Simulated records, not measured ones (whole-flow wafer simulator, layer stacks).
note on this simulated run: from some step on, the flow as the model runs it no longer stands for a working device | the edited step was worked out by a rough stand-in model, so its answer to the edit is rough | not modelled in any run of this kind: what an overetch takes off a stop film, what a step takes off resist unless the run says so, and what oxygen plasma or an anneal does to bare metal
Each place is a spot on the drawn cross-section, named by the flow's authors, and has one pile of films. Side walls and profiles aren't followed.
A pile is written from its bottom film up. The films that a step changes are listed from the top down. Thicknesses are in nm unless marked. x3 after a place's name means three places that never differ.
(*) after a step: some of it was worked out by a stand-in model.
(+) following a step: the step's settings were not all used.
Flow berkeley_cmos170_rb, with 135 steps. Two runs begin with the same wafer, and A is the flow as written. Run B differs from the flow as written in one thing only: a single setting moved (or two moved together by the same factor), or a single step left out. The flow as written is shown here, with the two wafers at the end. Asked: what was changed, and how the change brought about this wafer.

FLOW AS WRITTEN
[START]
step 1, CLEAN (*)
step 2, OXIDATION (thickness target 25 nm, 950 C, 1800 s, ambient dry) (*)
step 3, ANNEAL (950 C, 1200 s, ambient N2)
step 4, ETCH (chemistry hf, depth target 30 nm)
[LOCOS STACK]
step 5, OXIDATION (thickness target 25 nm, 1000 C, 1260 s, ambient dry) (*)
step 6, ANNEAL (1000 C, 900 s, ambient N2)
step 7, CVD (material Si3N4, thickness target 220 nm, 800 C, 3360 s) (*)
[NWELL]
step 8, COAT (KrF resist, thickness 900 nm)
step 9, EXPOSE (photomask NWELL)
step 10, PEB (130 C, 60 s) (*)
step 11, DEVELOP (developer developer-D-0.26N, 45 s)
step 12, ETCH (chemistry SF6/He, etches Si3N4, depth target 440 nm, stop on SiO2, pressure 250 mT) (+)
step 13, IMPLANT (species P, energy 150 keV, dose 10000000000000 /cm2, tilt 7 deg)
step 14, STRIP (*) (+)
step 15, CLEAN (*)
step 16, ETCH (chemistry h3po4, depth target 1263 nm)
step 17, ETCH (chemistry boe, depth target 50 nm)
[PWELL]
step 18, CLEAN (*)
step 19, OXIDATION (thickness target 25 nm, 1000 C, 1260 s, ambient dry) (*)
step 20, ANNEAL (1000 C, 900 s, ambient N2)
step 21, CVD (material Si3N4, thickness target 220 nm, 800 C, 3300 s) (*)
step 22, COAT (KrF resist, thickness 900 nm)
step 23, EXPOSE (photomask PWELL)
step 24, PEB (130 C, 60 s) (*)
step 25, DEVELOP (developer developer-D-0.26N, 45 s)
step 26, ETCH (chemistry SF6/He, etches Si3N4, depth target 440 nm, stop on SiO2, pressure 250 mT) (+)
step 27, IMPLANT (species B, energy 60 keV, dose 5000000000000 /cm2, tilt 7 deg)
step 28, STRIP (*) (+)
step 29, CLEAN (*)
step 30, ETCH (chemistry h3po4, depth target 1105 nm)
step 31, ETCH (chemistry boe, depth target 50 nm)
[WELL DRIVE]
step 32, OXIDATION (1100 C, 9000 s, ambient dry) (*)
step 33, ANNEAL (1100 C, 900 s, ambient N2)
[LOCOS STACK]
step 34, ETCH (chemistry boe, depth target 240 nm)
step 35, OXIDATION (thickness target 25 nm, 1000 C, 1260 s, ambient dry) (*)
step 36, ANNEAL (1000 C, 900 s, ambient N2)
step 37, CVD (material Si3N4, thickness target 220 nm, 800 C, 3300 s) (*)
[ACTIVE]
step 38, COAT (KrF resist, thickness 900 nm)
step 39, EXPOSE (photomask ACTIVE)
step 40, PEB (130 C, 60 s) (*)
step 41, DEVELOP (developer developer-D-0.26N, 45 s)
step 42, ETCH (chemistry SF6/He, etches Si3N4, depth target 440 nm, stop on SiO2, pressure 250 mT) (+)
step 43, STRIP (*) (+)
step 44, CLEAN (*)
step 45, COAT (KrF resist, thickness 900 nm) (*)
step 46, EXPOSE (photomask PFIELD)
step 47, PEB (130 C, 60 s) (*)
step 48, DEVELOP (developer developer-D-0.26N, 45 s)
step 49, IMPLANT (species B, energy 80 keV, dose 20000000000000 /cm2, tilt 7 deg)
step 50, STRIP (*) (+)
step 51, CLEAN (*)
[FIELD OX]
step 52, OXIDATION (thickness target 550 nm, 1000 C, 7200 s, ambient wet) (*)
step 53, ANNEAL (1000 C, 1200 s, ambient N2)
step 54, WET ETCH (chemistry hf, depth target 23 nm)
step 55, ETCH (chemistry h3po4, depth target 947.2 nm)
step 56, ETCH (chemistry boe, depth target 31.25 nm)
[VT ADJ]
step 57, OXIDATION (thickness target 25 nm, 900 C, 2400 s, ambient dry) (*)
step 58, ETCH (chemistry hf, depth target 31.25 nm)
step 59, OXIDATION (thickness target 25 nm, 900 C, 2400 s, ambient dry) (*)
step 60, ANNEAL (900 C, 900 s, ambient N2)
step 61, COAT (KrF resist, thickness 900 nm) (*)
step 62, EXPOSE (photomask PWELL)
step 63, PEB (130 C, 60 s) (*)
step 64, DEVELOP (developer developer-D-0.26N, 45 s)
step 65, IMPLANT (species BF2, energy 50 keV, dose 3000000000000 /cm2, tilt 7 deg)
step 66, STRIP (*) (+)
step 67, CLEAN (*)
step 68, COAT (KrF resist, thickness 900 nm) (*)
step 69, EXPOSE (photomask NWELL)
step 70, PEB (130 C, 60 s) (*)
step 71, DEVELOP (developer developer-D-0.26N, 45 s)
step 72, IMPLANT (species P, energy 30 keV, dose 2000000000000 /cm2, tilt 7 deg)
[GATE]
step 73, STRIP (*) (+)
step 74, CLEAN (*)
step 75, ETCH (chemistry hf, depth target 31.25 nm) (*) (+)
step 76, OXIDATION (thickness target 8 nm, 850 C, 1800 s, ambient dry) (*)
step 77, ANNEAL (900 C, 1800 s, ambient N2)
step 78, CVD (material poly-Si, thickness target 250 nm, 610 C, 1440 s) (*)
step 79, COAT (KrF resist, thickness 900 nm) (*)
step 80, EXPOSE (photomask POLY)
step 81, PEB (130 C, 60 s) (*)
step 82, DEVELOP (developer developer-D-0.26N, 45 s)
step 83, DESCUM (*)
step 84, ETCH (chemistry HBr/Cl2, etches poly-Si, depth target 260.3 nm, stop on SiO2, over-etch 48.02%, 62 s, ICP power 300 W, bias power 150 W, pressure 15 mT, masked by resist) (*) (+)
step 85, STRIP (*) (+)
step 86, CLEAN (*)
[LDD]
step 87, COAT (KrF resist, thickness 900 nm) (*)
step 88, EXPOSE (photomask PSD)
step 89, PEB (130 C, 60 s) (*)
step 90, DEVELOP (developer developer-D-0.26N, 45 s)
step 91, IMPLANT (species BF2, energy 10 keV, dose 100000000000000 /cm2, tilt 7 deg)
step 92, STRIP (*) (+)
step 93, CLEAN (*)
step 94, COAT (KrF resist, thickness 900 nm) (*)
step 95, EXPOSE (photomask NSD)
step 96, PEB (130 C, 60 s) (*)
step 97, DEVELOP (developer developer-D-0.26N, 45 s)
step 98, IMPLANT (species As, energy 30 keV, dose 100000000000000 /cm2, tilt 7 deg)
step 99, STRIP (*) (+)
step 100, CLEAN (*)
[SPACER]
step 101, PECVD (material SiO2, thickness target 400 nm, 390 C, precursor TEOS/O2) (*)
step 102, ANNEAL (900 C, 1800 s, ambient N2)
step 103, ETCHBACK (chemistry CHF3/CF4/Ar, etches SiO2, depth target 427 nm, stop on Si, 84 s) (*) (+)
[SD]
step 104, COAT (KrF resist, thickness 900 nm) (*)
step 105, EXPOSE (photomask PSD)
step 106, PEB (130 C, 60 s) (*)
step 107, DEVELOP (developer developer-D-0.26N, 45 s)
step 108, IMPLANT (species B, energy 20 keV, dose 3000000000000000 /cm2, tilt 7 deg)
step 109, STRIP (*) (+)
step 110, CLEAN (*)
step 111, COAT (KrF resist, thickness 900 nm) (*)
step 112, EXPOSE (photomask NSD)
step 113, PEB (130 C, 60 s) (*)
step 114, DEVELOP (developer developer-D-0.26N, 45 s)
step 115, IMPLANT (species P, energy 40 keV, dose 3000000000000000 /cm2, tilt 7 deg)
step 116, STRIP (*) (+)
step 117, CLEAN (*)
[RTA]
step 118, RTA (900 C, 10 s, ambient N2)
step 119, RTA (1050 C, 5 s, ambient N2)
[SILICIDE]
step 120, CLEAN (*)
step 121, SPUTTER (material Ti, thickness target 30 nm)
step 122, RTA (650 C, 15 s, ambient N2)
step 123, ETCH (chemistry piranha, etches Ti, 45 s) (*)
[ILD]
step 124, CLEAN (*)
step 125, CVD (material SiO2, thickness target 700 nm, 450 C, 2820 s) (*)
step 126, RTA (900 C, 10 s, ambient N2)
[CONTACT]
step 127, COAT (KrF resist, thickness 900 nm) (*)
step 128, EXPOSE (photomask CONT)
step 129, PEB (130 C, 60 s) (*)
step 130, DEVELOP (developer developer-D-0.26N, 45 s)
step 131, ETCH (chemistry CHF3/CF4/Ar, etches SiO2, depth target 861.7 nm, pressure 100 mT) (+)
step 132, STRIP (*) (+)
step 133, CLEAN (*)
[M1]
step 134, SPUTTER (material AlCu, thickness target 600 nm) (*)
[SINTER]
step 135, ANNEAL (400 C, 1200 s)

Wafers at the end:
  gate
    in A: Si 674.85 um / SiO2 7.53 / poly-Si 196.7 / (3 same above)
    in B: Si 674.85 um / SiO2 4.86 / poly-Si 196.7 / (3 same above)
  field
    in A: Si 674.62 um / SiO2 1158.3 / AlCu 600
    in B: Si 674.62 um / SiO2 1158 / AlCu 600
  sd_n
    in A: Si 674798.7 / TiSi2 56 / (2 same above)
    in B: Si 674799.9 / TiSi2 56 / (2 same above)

Cause: step 76, OXIDATION: 810 s was run, while the flow as written has 1800 s.

The path from the change to this, step by step:
  step 76, OXIDATION (thickness target 8 nm, 850 C, 1800 s, ambient dry) (*)
      sd_n, spacer_n, gate, sd_p, spacer_p, gate_p, contact, m1: A +7.53 SiO2 (new film), -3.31 Si | B +4.86 SiO2 (new film), -2.14 Si
